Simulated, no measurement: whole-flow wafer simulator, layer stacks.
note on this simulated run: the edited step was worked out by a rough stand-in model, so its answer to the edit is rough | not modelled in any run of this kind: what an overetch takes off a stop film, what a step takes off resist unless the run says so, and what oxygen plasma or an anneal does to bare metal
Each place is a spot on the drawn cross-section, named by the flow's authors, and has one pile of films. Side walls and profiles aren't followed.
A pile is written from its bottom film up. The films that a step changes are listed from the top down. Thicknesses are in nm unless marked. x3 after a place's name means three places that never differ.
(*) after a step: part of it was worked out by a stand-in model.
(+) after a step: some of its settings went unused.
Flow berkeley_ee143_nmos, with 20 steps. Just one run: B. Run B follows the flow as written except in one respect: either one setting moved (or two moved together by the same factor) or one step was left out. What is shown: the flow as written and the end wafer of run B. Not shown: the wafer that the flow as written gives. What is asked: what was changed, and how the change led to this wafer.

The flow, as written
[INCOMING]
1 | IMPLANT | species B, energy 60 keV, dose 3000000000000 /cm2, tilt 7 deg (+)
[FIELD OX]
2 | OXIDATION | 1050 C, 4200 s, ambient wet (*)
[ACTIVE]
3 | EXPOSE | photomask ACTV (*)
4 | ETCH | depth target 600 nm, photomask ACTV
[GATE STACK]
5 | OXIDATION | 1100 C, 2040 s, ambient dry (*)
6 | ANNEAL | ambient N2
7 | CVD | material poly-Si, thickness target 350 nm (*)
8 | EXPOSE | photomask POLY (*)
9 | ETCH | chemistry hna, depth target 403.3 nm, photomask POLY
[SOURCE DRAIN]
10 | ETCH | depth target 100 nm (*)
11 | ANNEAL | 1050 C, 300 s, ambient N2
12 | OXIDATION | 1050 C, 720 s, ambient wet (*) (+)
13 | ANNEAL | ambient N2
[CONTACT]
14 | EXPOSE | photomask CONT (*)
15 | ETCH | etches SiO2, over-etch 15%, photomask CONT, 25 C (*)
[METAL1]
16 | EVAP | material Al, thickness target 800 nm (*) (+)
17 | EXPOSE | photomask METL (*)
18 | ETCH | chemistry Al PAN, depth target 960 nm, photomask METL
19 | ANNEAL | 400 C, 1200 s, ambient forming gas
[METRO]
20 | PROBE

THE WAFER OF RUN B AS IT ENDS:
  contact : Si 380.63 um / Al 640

The reason: step 16, EVAP: thickness target 640 nm was run, while the flow as written has thickness target 800 nm.
The wafer lets one read it off: contact has Al 640, and step 16 as written asks for 800 nm.

How this came from the change, step by step:
  16 | EVAP | material Al, thickness target 800 nm (*) (+)
      gate, sd, contact, field: Al gains 640 (new film) (it would be, as written: Al gains 800 (new film))
  18 | ETCH | chemistry Al PAN, depth target 960 nm, photomask METL
      gate, sd, field: Al loses 640 (all of it) (it would be, as written: Al loses 800 (all of it))
